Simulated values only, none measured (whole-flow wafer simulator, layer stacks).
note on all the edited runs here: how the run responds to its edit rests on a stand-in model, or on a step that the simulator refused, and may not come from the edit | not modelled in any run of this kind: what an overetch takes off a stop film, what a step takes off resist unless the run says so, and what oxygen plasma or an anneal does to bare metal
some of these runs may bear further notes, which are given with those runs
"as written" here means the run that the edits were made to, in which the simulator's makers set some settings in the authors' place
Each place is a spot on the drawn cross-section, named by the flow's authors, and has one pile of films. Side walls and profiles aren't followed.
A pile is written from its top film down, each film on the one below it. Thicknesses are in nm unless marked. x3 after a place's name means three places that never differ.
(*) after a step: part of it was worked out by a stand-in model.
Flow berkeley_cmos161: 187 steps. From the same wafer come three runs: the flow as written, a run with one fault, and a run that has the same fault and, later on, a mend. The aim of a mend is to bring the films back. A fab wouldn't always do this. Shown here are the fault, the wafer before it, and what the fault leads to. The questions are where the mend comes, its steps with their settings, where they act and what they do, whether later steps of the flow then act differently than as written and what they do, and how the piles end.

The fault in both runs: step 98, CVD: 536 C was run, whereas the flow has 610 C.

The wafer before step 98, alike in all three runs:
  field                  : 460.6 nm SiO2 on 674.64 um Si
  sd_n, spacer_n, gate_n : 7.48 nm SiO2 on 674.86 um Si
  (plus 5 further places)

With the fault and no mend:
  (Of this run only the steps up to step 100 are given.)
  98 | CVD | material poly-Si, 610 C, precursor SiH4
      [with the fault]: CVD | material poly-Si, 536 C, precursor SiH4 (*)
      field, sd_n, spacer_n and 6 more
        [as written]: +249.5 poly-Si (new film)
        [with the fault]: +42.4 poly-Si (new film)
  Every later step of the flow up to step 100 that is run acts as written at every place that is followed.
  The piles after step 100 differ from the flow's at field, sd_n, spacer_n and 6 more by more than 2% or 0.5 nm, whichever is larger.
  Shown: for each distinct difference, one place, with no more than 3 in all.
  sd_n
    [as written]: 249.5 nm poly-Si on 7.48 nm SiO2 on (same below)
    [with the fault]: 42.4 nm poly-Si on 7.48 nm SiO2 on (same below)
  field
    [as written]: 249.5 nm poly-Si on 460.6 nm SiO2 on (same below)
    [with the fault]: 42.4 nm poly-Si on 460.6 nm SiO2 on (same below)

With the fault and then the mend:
  After step 100 comes the mend.
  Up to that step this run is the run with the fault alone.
  100a | CVD | material poly-Si, 610 C, precursor SiH4 (*) (the flow's step 98, run once more with other settings, which are not printed)
      field, sd_n, spacer_n and 6 more
        +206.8 poly-Si
  Every later step of the flow that is run acts as written, at every place that is followed, to within 2% or 0.5 nm, whichever is larger.
  When the end is reached, the piles differ only a little from the flow's at the places that both follow, at most by 2% or 0.5 nm, whichever is larger.
